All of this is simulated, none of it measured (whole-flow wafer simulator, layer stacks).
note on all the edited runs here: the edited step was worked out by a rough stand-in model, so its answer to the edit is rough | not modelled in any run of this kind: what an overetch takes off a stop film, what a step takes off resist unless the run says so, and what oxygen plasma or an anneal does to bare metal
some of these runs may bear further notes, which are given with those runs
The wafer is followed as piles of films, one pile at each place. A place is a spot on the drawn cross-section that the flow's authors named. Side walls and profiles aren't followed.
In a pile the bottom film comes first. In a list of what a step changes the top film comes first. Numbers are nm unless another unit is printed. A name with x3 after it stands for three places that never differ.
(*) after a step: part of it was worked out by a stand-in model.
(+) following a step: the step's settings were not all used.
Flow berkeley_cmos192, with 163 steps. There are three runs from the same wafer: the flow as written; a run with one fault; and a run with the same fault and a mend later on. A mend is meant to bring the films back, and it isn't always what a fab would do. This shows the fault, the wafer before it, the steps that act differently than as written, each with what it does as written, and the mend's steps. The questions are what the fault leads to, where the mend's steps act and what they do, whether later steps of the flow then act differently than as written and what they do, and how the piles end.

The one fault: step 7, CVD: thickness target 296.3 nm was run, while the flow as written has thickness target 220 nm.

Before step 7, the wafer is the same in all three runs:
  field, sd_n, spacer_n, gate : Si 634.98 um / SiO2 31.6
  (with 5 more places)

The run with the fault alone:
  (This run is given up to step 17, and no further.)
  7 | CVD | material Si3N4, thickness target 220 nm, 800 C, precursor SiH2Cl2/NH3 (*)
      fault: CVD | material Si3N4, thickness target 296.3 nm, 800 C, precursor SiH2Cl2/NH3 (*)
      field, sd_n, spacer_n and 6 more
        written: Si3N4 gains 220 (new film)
        fault: Si3N4 gains 296.3 (new film)
  Steps further on in the flow that do not act as written:
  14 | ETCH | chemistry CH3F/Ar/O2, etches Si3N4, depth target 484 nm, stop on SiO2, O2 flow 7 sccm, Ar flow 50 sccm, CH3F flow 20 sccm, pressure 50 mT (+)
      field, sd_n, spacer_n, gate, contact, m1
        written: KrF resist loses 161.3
        fault: KrF resist loses 212.2
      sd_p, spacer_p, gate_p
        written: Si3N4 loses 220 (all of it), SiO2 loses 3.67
        fault: Si3N4 loses 296.3 (all of it), SiO2 loses 3.67
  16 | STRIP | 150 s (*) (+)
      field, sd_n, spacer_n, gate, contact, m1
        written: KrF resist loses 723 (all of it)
        fault: KrF resist loses 672.2 (all of it)
  Once step 17 is done, the piles at field, sd_n, spacer_n, gate, contact, m1 depart from the flow's by more than 2% or 0.5 nm, whichever is larger.
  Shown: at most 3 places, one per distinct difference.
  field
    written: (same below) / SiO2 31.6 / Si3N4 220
    fault: (same below) / SiO2 31.6 / Si3N4 296.3

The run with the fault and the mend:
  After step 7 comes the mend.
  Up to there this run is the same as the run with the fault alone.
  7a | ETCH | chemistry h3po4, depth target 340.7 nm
      field, sd_n, spacer_n and 6 more
        Si3N4 loses 296.3 (all of it)
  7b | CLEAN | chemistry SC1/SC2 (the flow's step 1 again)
      alters no film at any place that is followed
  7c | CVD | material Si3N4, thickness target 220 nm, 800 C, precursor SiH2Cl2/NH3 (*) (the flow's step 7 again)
      field, sd_n, spacer_n and 6 more
        Si3N4 gains 220 (new film)
  Later steps of the flow that are run all act as written at every place that is followed.
  The piles end the same as the flow's at every place that both follow.
